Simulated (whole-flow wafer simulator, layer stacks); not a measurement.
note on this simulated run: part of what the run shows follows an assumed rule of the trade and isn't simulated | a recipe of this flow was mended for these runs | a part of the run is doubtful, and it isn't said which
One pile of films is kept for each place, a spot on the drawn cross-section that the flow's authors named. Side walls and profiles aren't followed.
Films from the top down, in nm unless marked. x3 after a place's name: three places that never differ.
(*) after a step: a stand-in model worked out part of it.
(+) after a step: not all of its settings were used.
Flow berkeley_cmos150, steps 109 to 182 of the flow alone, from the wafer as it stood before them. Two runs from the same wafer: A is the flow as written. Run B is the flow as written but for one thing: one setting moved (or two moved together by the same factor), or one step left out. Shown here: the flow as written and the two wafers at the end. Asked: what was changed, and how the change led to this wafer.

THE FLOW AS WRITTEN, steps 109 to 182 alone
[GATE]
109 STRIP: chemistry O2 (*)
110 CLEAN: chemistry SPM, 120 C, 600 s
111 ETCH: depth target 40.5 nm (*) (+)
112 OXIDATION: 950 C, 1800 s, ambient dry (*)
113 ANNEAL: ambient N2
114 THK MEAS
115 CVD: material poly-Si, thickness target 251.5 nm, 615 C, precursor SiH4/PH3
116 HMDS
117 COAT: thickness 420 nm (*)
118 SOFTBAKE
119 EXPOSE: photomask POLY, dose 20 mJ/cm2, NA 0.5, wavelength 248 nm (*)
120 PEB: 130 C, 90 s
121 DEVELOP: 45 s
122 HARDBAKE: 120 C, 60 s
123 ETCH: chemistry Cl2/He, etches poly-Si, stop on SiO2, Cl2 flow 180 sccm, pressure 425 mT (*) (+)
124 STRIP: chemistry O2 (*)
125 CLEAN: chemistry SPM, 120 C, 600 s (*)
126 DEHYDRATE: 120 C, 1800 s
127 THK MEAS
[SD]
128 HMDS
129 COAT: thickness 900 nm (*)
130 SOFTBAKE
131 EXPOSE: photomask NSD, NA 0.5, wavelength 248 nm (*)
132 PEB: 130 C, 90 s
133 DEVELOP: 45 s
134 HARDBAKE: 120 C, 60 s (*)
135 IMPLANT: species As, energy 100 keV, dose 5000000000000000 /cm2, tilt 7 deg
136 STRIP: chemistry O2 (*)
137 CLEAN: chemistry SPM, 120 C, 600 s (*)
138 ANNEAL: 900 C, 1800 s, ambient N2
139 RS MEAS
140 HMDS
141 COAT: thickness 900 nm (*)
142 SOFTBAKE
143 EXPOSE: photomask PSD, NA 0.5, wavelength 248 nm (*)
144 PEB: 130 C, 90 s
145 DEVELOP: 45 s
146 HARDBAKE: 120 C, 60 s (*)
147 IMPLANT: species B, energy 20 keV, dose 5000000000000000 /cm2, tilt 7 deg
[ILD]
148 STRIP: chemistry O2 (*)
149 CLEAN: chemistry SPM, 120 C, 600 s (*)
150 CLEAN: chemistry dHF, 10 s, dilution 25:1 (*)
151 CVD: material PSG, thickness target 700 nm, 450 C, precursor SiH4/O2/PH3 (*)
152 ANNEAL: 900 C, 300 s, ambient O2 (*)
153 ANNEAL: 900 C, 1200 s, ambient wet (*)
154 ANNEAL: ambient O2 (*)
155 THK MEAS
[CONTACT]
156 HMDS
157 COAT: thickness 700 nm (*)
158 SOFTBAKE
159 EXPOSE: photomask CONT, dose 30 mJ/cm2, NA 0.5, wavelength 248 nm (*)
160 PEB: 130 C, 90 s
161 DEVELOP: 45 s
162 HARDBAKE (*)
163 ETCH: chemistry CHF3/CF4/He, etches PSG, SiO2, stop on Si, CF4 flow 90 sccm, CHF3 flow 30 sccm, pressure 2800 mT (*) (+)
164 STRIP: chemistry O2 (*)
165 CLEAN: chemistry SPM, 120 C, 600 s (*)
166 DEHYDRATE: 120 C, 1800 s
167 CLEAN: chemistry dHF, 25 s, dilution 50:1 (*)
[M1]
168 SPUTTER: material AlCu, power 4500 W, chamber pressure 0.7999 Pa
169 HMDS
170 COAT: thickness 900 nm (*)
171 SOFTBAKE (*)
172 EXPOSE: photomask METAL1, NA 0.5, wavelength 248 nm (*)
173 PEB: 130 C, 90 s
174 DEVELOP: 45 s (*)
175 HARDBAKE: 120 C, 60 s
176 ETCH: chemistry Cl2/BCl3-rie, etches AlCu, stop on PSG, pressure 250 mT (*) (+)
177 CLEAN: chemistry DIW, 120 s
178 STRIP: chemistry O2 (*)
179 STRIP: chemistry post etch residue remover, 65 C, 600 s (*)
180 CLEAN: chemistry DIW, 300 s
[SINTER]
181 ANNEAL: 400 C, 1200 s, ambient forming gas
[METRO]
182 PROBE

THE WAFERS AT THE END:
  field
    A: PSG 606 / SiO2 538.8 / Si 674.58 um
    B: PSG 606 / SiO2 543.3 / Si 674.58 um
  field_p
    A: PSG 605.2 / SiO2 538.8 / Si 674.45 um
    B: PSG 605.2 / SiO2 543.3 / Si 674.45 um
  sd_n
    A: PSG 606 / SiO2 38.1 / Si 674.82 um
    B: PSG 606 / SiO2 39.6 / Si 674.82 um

The cause: step 111, ETCH: depth target 35.94 nm was run, where the flow has depth target 40.5 nm.

How the change led to this, step by step:
  111 ETCH: depth target 40.5 nm (*) (+)
      sd_n: A SiO2 -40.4 (all of it) | B SiO2 -35.9
      field, field_p: A SiO2 -40.5 | B SiO2 -35.9
  112 OXIDATION: 950 C, 1800 s, ambient dry (*)
      sd_n: A SiO2 +20.4 (new film), Si -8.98 | B SiO2 +17.5, Si -7.71
  176 ETCH: chemistry Cl2/BCl3-rie, etches AlCu, stop on PSG, pressure 250 mT (*) (+)
      gate_p: A AlCu -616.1 (all of it), PSG -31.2 | B AlCu -609.5 (all of it), PSG -32.1
